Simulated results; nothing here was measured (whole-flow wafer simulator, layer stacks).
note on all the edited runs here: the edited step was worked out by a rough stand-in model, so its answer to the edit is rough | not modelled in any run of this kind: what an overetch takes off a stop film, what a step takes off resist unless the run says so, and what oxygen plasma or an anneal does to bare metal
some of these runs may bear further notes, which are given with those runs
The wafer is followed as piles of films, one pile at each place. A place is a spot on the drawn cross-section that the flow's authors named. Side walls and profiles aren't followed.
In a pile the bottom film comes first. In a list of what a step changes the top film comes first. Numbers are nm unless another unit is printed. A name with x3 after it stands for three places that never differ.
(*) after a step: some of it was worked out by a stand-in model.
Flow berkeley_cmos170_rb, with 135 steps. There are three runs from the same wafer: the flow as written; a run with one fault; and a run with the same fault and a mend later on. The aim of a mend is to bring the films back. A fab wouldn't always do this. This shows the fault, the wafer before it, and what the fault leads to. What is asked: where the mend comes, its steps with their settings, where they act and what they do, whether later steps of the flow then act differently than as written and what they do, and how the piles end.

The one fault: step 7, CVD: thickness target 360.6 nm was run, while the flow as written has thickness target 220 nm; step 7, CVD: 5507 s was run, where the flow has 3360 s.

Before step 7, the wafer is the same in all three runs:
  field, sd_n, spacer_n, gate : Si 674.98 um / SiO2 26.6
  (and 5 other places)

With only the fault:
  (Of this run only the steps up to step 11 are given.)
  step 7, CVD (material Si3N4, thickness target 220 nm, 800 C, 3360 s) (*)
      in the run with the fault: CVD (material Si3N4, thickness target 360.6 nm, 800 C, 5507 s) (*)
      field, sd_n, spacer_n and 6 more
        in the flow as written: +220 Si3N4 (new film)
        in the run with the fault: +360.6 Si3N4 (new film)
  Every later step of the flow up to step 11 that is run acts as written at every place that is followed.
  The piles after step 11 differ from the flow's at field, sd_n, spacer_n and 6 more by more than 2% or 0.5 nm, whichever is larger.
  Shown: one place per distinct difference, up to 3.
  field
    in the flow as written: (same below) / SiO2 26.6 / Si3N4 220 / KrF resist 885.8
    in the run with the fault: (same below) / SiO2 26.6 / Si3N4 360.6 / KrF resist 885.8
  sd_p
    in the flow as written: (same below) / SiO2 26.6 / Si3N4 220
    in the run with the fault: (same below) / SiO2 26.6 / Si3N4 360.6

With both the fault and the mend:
  The mend follows step 7.
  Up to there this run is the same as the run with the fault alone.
  step 7a, ETCH (chemistry h3po4, depth target 414.2 nm)
      field, sd_n, spacer_n and 6 more
        -360.6 Si3N4 (all of it)
  step 7b, CLEAN (*) (the flow's step 1 again)
      leaves every film unchanged at each place that is followed
  step 7c, CVD (material Si3N4, thickness target 220 nm, 800 C, 3360 s) (*) (the flow's step 7 again)
      field, sd_n, spacer_n and 6 more
        +220 Si3N4 (new film)
  Every later step of the flow that is run acts as written at every place that is followed.
  The piles end the same as the flow's at every place that both follow.
